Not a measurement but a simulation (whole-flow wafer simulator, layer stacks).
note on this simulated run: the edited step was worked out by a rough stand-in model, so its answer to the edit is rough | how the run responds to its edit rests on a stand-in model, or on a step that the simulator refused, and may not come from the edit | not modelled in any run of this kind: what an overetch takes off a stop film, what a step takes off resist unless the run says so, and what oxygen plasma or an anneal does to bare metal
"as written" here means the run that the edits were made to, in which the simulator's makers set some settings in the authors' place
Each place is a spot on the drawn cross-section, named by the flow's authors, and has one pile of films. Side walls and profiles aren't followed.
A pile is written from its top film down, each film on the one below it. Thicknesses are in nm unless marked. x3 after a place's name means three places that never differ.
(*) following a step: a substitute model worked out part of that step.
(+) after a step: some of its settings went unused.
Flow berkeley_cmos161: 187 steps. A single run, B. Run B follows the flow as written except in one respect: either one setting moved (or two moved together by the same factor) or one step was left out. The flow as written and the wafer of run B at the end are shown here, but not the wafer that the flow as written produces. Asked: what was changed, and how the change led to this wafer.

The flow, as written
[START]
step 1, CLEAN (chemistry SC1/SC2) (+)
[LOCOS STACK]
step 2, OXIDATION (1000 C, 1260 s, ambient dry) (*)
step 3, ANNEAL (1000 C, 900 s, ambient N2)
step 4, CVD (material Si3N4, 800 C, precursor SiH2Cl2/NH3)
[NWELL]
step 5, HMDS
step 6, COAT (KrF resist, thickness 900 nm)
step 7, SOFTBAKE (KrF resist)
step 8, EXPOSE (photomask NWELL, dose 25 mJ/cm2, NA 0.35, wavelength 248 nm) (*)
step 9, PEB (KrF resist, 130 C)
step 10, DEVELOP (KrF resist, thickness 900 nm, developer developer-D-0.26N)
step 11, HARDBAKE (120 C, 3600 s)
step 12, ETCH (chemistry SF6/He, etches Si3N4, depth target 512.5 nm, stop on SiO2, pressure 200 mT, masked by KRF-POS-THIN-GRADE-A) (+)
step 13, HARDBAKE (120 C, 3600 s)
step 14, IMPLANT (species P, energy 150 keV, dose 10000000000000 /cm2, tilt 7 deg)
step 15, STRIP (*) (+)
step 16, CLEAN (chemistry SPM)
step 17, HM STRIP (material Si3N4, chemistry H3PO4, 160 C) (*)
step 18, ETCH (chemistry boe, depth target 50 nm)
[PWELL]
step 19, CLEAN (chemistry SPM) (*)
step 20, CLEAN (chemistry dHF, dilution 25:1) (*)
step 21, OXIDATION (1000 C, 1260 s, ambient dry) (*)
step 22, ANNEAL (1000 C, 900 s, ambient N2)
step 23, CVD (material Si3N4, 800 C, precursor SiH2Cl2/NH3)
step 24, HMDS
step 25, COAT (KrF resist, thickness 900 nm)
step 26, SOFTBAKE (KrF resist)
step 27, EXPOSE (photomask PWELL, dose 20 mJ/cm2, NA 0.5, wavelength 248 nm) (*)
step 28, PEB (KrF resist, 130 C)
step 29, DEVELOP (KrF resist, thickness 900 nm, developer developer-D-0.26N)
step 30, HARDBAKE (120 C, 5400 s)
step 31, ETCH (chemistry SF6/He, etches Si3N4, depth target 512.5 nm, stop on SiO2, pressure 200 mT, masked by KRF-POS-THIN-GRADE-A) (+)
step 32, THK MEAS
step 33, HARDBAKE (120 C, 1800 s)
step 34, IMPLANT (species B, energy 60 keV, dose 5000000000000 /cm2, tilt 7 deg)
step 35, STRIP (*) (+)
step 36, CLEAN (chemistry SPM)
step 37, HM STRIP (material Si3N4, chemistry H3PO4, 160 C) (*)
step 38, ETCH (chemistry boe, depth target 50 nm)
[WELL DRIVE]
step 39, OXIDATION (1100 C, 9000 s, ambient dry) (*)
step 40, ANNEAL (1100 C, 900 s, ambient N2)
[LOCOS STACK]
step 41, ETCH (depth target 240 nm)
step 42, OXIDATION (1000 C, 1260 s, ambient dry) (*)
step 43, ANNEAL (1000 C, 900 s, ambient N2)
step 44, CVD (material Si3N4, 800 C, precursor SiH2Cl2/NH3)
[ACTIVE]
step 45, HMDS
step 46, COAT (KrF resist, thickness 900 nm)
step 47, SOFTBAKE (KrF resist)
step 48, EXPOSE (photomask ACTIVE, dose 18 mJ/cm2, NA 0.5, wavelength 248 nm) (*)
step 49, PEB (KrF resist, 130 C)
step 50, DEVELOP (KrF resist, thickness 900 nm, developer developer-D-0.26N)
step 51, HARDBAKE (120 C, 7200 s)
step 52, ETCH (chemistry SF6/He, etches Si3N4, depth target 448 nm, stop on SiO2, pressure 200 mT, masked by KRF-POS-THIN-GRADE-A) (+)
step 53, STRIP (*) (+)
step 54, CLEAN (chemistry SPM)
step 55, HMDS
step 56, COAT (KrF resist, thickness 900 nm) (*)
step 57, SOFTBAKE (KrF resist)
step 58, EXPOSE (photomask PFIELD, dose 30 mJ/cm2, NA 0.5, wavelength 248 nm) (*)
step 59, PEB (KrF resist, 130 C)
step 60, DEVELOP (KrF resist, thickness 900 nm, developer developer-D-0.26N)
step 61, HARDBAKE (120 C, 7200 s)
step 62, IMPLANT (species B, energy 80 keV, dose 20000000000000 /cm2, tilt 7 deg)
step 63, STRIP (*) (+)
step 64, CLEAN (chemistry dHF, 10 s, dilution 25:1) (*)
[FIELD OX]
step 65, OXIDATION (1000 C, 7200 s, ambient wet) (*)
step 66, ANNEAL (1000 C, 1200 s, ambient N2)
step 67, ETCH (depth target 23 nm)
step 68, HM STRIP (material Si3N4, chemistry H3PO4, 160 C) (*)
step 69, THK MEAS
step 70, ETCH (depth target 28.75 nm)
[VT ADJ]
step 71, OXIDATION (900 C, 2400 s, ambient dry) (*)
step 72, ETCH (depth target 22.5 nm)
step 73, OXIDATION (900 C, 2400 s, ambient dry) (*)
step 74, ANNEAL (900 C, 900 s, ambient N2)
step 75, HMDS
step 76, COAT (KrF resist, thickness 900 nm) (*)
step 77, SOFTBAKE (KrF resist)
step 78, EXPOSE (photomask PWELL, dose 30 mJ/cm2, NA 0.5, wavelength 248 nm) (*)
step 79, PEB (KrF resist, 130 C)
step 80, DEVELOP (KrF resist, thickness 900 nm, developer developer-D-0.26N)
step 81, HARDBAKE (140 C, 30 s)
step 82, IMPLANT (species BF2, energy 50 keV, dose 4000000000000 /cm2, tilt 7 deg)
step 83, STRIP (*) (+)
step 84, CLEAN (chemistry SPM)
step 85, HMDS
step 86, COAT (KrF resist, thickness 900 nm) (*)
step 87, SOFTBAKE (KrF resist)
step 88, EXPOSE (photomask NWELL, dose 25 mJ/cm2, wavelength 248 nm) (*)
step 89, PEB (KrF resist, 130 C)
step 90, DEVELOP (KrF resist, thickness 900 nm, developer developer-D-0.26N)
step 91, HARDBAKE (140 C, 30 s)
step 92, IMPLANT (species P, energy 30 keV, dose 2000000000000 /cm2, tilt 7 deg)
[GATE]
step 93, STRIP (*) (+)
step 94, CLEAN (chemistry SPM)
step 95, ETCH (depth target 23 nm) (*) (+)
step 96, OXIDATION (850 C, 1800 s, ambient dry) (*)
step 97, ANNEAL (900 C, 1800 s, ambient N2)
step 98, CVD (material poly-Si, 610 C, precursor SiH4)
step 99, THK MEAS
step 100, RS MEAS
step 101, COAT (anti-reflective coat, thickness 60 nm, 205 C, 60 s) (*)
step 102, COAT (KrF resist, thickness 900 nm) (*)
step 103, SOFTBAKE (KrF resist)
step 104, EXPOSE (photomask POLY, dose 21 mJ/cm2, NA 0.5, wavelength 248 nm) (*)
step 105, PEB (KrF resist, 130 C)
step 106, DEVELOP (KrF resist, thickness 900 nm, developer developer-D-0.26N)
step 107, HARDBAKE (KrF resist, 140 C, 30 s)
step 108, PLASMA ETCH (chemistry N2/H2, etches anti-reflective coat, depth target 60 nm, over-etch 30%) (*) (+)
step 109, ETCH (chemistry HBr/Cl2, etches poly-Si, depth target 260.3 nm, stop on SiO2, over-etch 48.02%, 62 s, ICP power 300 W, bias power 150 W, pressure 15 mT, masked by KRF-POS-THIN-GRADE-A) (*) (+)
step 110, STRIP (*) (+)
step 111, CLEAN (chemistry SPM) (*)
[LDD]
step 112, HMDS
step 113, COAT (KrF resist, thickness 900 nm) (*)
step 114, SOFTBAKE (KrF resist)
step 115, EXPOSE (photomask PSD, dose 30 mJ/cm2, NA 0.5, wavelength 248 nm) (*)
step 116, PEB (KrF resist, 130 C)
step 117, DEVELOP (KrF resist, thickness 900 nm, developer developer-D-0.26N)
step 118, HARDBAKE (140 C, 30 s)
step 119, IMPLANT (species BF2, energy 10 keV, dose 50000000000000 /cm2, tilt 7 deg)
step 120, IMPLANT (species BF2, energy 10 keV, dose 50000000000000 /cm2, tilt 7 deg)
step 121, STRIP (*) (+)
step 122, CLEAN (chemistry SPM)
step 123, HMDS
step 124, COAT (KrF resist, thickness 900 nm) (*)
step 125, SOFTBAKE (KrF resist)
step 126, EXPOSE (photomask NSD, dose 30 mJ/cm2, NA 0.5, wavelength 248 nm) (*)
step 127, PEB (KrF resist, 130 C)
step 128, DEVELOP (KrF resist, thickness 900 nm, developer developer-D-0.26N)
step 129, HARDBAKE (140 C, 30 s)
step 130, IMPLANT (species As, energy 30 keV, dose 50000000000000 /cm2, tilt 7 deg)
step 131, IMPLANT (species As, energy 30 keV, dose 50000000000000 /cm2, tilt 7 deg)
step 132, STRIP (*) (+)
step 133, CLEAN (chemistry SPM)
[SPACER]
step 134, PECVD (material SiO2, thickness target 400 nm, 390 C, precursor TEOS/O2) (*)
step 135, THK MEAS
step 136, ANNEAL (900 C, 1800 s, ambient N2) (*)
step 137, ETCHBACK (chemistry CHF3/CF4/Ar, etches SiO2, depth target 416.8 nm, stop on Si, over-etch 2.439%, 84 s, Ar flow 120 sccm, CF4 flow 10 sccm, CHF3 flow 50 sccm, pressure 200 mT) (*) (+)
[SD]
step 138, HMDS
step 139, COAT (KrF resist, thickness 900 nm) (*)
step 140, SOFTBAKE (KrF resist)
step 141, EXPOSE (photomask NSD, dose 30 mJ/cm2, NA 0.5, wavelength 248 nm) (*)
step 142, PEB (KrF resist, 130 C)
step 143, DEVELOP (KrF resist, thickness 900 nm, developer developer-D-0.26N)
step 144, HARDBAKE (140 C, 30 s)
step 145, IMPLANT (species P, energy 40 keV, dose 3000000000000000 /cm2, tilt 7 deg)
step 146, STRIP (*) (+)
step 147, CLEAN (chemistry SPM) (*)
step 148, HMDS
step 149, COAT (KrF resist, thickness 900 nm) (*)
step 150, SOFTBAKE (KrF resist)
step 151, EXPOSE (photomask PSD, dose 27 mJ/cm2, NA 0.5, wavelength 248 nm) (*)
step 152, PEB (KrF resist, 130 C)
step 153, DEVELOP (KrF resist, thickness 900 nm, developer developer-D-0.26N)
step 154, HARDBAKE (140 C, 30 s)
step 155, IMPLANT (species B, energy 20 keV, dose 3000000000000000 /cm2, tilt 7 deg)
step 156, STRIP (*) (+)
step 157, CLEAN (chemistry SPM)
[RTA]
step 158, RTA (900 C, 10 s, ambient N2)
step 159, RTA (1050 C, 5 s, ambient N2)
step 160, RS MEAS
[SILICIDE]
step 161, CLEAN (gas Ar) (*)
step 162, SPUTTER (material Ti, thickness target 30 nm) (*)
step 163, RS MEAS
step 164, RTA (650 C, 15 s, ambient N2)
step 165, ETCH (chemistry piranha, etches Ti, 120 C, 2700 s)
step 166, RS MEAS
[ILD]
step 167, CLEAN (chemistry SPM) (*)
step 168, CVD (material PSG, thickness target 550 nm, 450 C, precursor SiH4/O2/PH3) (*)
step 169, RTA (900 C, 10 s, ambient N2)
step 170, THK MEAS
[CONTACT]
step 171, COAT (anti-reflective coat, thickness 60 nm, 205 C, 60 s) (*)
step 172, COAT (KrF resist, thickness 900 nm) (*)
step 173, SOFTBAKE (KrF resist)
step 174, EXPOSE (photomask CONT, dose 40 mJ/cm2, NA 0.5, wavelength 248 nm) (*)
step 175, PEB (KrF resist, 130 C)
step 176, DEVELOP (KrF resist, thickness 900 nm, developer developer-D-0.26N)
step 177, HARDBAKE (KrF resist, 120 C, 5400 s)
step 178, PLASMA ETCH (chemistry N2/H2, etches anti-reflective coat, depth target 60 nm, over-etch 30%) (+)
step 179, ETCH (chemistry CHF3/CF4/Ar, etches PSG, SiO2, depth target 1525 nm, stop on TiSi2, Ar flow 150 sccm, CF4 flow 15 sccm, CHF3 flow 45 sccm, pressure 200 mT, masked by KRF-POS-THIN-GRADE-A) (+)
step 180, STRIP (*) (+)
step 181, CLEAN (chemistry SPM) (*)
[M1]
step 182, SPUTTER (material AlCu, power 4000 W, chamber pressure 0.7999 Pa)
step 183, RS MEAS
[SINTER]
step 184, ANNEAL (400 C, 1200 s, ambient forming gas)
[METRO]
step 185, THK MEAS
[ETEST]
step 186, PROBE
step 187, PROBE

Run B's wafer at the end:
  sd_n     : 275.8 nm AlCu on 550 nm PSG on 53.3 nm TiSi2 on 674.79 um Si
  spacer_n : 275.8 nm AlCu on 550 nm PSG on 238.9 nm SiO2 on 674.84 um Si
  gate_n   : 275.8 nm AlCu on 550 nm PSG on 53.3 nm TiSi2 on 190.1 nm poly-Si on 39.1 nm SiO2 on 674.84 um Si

Cause: step 71, OXIDATION: 1080 C was run, though the flow has 900 C.

Step by step, how the change led to this:
  step 71, OXIDATION (900 C, 2400 s, ambient dry) (*)
      sd_n, spacer_n, gate_n, sd_p, spacer_p, gate_p, contact, m1: SiO2 gains 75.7 (new film), Si loses 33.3 (as written it would have been: SiO2 gains 14.9 (new film), Si loses 6.57)
      field: SiO2 gains 12.5, Si loses 5.5 (as written it would have been: SiO2 gains 1.56, Si loses 0.69)
  step 72, ETCH (depth target 22.5 nm)
      sd_n, spacer_n, gate_n, sd_p, spacer_p, gate_p, contact, m1: SiO2 loses 22.5 (as written it would have been: SiO2 loses 14.9 (all of it))
  step 73, OXIDATION (900 C, 2400 s, ambient dry) (*)
      sd_n, spacer_n, gate_n, sd_p, spacer_p, gate_p, contact, m1: SiO2 gains 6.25, Si loses 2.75 (as written it would have been: SiO2 gains 14.9 (new film), Si loses 6.57)
  step 95, ETCH (depth target 23 nm) (*) (+)
      sd_n, spacer_n, gate_n, sd_p, spacer_p, gate_p, contact, m1: SiO2 loses 23 (as written it would have been: SiO2 loses 14.9 (all of it))
  step 96, OXIDATION (850 C, 1800 s, ambient dry) (*)
      sd_n, spacer_n, gate_n, sd_p, spacer_p, gate_p, contact, m1: SiO2 gains 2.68, Si loses 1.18 (as written it would have been: SiO2 gains 7.48 (new film), Si loses 3.29)
  step 101, COAT (anti-reflective coat, thickness 60 nm, 205 C, 60 s) (*)
      spacer_n: anti-reflective coat gains 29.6 (new film) (as written it would have been: anti-reflective coat gains 28.7 (new film))
      gate_n: anti-reflective coat gains 24.6 (new film) (as written it would have been: anti-reflective coat gains 23.7 (new film))
  step 108, PLASMA ETCH (chemistry N2/H2, etches anti-reflective coat, depth target 60 nm, over-etch 30%) (*) (+)
      spacer_n: anti-reflective coat loses 29.6 (all of it), poly-Si loses 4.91 (as written it would have been: anti-reflective coat loses 28.7 (all of it), poly-Si loses 5.05)
  step 110, STRIP (*) (+)
      gate_n: chemical SiO2 gains 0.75 (new film), KrF resist loses 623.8 (all of it), anti-reflective coat loses 24.6 (all of it), poly-Si loses 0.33 (as written it would have been: chemical SiO2 gains 0.75 (new film), KrF resist loses 626.8 (all of it), anti-reflective coat loses 23.7 (all of it), poly-Si loses 0.33)
  step 137, ETCHBACK (chemistry CHF3/CF4/Ar, etches SiO2, depth target 416.8 nm, stop on Si, over-etch 2.439%, 84 s, Ar flow 120 sccm, CF4 flow 10 sccm, CHF3 flow 50 sccm, pressure 200 mT) (*) (+)
      sd_n: SiO2 loses 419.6 (all of it) (as written it would have been: SiO2 loses 387.9 (all of it))
      sd_p: SiO2 loses 405.4 (all of it) (as written it would have been: SiO2 loses 373.4 (all of it))
      (as well as at 2 more places)
  step 171, COAT (anti-reflective coat, thickness 60 nm, 205 C, 60 s) (*)
      sd_n: anti-reflective coat gains 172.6 (new film) (as written it would have been: anti-reflective coat gains 149.7 (new film))
      gate_n: anti-reflective coat gains 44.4 (new film) (as written it would have been: anti-reflective coat gains 46.1 (new film))
      (as well as at 3 more places)
  step 180, STRIP (*) (+)
      sd_n: KrF resist loses 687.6 (all of it), anti-reflective coat loses 172.6 (all of it) (as written it would have been: KrF resist loses 692.5 (all of it), anti-reflective coat loses 149.7 (all of it))
      gate_n: KrF resist loses 585.4 (all of it), anti-reflective coat loses 44.4 (all of it) (as written it would have been: KrF resist loses 589.4 (all of it), anti-reflective coat loses 46.1 (all of it))
      (as well as at 4 more places)
  step 182, SPUTTER (material AlCu, power 4000 W, chamber pressure 0.7999 Pa)
      sd_p: AlCu gains 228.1 (new film) (as written it would have been: AlCu gains 234.7 (new film))
